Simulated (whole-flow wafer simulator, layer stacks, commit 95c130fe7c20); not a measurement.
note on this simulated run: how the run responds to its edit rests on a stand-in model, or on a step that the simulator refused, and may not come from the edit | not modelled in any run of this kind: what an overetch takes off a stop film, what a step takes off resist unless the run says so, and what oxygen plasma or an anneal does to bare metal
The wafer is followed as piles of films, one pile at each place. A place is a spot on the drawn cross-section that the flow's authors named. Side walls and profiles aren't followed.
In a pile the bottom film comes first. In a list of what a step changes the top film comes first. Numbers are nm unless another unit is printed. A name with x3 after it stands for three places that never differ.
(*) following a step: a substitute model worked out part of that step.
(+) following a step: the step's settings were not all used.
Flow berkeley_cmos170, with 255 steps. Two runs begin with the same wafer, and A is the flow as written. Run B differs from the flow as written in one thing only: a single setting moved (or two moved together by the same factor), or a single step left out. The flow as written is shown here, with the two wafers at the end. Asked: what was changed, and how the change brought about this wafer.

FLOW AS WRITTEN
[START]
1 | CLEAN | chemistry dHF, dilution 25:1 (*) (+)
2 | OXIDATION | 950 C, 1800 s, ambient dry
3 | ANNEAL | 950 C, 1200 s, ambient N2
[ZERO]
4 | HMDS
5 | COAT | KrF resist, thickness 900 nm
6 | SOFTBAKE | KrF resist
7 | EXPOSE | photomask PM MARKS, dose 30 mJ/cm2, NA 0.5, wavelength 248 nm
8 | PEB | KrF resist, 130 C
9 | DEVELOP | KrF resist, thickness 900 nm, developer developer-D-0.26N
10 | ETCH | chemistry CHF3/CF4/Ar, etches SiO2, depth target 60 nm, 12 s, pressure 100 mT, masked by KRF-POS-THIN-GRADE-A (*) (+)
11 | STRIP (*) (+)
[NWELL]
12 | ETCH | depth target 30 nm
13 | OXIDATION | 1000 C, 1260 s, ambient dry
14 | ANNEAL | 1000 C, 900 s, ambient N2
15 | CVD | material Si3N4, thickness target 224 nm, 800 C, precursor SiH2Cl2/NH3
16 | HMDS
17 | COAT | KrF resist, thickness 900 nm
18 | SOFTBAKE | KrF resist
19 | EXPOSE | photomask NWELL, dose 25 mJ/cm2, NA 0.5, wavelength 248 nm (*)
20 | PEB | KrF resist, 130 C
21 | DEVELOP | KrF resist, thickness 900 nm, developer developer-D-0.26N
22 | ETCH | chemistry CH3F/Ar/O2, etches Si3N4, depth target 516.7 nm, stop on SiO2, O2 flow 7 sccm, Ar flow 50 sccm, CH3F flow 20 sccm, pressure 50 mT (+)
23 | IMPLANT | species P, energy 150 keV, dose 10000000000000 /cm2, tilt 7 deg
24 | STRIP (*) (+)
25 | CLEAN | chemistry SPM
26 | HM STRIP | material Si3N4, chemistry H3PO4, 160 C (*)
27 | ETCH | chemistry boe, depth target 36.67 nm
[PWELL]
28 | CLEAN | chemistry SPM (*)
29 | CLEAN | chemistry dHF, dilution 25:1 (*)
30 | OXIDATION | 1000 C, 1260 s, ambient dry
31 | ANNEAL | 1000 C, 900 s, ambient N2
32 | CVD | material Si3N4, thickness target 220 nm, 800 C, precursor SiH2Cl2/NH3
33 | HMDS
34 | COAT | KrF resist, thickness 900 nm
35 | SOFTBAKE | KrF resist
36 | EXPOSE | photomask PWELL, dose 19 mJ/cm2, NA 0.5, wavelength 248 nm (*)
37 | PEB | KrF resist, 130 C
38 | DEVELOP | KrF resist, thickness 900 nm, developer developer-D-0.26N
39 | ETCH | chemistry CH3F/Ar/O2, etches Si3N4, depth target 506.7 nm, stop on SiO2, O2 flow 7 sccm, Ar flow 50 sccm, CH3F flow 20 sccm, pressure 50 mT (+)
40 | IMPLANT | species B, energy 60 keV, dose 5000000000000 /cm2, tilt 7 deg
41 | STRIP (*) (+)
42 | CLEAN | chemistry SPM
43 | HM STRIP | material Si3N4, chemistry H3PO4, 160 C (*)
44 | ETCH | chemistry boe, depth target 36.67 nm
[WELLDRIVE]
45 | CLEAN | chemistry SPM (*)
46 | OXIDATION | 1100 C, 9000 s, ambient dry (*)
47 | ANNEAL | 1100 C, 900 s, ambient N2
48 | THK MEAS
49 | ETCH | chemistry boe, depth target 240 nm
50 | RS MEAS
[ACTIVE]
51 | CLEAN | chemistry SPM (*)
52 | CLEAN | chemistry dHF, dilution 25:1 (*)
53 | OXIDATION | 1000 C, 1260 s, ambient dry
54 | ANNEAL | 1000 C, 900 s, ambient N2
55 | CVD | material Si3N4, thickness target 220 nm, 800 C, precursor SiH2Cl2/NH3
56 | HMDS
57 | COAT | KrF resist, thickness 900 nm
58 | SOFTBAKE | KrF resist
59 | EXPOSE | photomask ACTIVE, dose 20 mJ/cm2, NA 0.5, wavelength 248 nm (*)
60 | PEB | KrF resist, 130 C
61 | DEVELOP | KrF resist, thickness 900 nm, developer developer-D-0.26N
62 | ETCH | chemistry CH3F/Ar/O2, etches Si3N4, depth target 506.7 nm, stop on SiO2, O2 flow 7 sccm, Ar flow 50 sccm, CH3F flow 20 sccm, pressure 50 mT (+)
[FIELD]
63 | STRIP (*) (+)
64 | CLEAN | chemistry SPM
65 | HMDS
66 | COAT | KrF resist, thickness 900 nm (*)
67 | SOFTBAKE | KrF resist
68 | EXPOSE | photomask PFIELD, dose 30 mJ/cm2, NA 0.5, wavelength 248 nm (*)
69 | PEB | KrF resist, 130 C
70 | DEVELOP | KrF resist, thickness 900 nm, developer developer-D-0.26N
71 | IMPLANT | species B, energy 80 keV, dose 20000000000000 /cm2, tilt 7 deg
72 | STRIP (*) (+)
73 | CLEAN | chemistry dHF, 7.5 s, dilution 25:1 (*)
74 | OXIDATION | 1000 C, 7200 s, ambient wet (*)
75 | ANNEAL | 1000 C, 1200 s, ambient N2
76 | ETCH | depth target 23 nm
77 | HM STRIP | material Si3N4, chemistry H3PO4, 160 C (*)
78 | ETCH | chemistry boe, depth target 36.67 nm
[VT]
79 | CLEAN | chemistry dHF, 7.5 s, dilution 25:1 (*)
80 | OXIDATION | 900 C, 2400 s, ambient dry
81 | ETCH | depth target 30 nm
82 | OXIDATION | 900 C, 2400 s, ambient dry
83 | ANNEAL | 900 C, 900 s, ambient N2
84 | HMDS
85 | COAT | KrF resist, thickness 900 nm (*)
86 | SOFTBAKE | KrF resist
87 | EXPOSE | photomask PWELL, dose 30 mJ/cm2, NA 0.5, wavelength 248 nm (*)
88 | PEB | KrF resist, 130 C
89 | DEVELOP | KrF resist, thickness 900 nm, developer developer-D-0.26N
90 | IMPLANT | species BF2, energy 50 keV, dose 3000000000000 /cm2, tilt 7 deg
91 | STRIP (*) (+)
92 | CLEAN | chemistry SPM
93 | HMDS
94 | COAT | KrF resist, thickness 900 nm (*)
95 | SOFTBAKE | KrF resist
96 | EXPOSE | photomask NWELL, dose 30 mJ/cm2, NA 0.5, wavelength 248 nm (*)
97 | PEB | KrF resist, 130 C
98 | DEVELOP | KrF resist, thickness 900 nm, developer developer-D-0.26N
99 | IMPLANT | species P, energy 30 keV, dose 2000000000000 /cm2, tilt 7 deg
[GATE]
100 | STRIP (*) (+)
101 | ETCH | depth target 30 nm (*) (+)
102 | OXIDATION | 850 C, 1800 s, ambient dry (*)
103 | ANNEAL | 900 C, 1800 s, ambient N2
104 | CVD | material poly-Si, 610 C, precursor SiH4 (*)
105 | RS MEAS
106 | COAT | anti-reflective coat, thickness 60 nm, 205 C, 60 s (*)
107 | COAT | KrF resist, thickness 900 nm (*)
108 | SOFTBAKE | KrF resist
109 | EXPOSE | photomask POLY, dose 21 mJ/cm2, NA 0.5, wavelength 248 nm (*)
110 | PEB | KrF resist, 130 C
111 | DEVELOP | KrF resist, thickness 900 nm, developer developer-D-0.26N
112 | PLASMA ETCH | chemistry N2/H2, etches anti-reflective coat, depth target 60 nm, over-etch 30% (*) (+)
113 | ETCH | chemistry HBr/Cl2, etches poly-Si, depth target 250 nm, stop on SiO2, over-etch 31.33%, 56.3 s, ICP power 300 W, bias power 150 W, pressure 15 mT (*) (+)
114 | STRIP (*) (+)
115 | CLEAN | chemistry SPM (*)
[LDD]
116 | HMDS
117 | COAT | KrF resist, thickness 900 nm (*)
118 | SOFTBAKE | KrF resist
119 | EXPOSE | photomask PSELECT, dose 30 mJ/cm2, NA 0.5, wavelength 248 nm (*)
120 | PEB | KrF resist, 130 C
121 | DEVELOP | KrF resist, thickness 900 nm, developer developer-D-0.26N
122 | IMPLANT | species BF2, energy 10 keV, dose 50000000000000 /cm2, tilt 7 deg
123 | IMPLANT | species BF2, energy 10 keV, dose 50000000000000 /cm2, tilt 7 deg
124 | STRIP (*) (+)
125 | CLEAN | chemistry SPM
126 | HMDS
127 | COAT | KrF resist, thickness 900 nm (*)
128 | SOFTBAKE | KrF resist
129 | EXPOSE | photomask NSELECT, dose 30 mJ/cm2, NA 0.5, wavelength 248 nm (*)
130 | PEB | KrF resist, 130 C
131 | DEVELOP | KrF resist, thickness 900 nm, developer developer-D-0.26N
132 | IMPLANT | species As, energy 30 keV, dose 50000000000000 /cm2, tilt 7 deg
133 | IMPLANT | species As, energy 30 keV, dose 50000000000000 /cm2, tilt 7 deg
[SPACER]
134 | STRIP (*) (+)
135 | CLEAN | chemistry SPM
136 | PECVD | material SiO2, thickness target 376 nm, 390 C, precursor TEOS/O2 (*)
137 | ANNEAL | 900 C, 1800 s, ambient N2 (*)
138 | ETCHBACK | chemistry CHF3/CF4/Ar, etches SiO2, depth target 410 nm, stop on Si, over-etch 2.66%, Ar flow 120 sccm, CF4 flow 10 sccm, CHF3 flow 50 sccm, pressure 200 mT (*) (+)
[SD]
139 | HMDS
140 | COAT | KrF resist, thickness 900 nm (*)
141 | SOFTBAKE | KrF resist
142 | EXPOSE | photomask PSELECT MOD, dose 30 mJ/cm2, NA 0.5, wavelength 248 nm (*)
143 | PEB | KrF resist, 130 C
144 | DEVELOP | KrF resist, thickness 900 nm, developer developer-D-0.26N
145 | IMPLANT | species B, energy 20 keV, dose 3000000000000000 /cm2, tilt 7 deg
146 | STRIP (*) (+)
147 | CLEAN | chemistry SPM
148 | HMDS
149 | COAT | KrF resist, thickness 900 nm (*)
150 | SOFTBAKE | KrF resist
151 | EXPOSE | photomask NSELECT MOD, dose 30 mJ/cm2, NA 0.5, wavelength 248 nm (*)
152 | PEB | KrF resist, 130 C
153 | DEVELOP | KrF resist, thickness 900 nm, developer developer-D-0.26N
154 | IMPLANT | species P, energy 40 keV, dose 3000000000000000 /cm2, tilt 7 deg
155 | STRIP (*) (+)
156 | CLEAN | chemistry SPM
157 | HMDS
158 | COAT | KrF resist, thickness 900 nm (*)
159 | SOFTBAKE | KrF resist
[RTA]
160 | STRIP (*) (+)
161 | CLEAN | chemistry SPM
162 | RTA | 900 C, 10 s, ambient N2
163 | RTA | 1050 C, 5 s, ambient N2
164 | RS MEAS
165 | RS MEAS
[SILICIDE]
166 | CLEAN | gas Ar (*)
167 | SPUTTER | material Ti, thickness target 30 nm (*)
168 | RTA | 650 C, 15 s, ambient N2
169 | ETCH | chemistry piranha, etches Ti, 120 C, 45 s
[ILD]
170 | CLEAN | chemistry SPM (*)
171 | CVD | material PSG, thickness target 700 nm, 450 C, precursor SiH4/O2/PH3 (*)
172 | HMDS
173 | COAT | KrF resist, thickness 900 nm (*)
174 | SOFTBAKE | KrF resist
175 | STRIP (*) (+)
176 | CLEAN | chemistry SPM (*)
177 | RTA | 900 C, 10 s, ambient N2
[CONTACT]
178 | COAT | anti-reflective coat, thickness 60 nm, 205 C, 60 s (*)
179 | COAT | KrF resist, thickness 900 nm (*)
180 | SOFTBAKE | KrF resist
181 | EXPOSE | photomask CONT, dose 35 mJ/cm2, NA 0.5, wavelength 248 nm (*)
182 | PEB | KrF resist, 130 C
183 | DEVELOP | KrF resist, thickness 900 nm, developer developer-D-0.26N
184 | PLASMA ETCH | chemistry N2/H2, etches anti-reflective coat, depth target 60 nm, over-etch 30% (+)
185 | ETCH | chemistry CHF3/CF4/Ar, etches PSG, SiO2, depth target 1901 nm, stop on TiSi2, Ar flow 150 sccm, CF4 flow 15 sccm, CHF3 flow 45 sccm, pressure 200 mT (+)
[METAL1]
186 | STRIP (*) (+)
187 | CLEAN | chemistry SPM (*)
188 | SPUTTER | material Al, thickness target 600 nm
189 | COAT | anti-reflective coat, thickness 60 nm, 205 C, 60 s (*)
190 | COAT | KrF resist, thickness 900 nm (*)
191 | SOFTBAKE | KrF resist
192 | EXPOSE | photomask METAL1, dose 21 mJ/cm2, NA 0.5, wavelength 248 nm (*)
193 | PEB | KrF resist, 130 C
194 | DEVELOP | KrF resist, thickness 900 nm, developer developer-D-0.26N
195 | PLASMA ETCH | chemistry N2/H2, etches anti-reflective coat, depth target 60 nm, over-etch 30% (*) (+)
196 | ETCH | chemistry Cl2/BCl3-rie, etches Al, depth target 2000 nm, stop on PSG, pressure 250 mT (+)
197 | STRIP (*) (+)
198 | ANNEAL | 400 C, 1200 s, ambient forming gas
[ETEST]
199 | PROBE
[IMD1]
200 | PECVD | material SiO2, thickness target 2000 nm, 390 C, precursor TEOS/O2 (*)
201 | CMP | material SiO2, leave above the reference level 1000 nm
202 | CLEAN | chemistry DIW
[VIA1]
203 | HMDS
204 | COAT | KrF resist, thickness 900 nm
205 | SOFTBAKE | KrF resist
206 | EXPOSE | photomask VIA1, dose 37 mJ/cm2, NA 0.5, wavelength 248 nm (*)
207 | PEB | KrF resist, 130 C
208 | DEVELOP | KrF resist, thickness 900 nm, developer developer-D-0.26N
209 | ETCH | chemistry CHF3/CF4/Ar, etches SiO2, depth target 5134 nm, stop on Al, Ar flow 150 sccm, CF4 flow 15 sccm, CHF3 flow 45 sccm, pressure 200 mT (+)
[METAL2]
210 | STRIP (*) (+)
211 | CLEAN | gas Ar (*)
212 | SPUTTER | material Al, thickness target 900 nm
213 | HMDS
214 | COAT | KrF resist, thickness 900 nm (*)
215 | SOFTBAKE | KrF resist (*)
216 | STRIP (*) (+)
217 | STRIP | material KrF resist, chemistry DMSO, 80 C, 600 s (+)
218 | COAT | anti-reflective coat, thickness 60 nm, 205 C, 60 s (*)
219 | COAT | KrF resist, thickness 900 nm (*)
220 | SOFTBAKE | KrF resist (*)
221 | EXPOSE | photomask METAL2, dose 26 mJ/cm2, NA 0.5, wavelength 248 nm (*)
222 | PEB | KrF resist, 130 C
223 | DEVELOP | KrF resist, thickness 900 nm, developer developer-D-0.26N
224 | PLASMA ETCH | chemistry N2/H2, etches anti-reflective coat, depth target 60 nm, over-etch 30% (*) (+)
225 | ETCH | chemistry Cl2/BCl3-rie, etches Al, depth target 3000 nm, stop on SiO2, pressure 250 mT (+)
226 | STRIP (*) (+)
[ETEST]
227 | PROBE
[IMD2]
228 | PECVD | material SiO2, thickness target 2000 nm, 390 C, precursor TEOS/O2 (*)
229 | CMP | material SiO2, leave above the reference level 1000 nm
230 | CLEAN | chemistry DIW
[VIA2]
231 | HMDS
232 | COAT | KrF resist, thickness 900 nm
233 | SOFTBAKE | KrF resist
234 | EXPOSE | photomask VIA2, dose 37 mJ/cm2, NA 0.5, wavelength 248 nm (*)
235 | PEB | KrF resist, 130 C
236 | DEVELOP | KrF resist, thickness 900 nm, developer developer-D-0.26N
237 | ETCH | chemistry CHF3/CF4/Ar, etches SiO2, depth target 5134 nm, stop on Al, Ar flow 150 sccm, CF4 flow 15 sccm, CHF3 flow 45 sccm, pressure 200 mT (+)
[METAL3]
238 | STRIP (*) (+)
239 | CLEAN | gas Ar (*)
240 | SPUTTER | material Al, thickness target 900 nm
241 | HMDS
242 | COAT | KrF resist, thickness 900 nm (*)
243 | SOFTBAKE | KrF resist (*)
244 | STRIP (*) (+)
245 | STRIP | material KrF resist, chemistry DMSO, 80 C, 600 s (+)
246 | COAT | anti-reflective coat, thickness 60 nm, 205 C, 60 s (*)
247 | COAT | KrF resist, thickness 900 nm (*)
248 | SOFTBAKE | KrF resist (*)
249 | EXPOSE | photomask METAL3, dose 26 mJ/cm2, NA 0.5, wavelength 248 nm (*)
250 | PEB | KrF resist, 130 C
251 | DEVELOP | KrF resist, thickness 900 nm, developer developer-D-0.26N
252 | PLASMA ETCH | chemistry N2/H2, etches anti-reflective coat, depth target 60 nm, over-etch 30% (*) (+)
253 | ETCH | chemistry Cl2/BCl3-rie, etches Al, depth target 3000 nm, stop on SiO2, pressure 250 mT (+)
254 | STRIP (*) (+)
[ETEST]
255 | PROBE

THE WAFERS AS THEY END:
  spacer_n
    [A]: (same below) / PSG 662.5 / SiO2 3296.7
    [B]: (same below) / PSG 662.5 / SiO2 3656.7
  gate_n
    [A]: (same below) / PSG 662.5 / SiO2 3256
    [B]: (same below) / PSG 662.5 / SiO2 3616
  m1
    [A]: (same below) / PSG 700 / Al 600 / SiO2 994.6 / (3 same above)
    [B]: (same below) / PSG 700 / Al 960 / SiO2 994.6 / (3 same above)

The reason: step 188, SPUTTER: thickness target 960 nm was run, though the flow has thickness target 600 nm.
One can read it off the wafer: m1 has Al 960, and step 188 as written asks for 600 nm.

Step by step, how the change led to this:
  188 | SPUTTER | material Al, thickness target 600 nm
      field, sd_n, spacer_n and 7 more: A +600 Al (new film) | B +960 Al (new film)
      sd_p: A +573.8 Al (new film) | B +930 Al (new film)
      (as well as at 1 more place)
  189 | COAT | anti-reflective coat, thickness 60 nm, 205 C, 60 s (*)
      sd_n: A +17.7 anti-reflective coat (new film) | B +29.6 anti-reflective coat (new film)
      contact: A +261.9 anti-reflective coat (new film) | B +323.2 anti-reflective coat (new film)
      (as well as at 1 more place)
  190 | COAT | KrF resist, thickness 900 nm (*)
      sd_n: A +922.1 KrF resist (new film) | B +890.2 KrF resist (new film)
      contact: A +1495.4 KrF resist (new film) | B +1528.7 KrF resist (new film)
  194 | DEVELOP | KrF resist, thickness 900 nm, developer developer-D-0.26N
      sd_n: A -920.6 KrF resist (all of it) | B -888.8 KrF resist (all of it)
  195 | PLASMA ETCH | chemistry N2/H2, etches anti-reflective coat, depth target 60 nm, over-etch 30% (*) (+)
      sd_n: A -17.7 anti-reflective coat (all of it) | B -29.6 anti-reflective coat (all of it)
  196 | ETCH | chemistry Cl2/BCl3-rie, etches Al, depth target 2000 nm, stop on PSG, pressure 250 mT (+)
      field, sd_n, spacer_n, gate_n, spacer_p, gate_p: A -600 Al (all of it), -37.5 PSG | B -960 Al (all of it), -37.5 PSG
      contact, m1, via1, m2, via2: A -450 KrF resist | B -630 KrF resist
      (as well as at 1 more place)
  197 | STRIP (*) (+)
      contact: A -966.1 KrF resist (all of it), -261.9 anti-reflective coat (all of it) | B -818.7 KrF resist (all of it), -323.2 anti-reflective coat (all of it)
      m1: A -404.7 KrF resist (all of it), -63 anti-reflective coat (all of it) | B -220.6 KrF resist (all of it), -63.2 anti-reflective coat (all of it)
      (as well as at 3 more places)
  201 | CMP | material SiO2, leave above the reference level 1000 nm
      sd_p: A -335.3 SiO2 | B nothing
      contact: A -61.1 SiO2 | B nothing
      (as well as at 6 more places)
  204 | COAT | KrF resist, thickness 900 nm
      contact: A +900 KrF resist (new film) | B +935.6 KrF resist (new film)
  210 | STRIP (*) (+)
      sd_p: A -608.9 KrF resist (all of it) | B -625.8 KrF resist (all of it)
      contact: A -608.9 KrF resist (all of it) | B -644.5 KrF resist (all of it)
  214 | COAT | KrF resist, thickness 900 nm (*)
      contact: A +889.8 KrF resist (new film) | B +925.4 KrF resist (new film)
  216 | STRIP (*) (+)
      contact: A -889.8 KrF resist (all of it) | B -925.4 KrF resist (all of it)
  218 | COAT | anti-reflective coat, thickness 60 nm, 205 C, 60 s (*)
      sd_n: A +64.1 anti-reflective coat (new film) | B +50.6 anti-reflective coat (new film)
      sd_p: A +59.7 anti-reflective coat (new film) | B +72.3 anti-reflective coat (new film)
      (as well as at 3 more places)
  224 | PLASMA ETCH | chemistry N2/H2, etches anti-reflective coat, depth target 60 nm, over-etch 30% (*) (+)
      contact, m1, via1, m2, via2: A -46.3 KrF resist | B -52.2 KrF resist
      sd_n: A -64.1 anti-reflective coat (all of it) | B -50.6 anti-reflective coat (all of it)
      (as well as at 3 more places)
  226 | STRIP (*) (+)
      contact: A -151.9 KrF resist (all of it), -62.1 anti-reflective coat (all of it) | B -160 KrF resist (all of it), -82 anti-reflective coat (all of it)
      m1: A -162.4 KrF resist (all of it), -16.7 anti-reflective coat (all of it) | B -154.7 KrF resist (all of it), -16.6 anti-reflective coat (all of it)
      (as well as at 2 more places)
  229 | CMP | material SiO2, leave above the reference level 1000 nm
      sd_p: A -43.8 SiO2 | B -18.6 SiO2
      contact: A -1000 SiO2 | B -955.7 SiO2
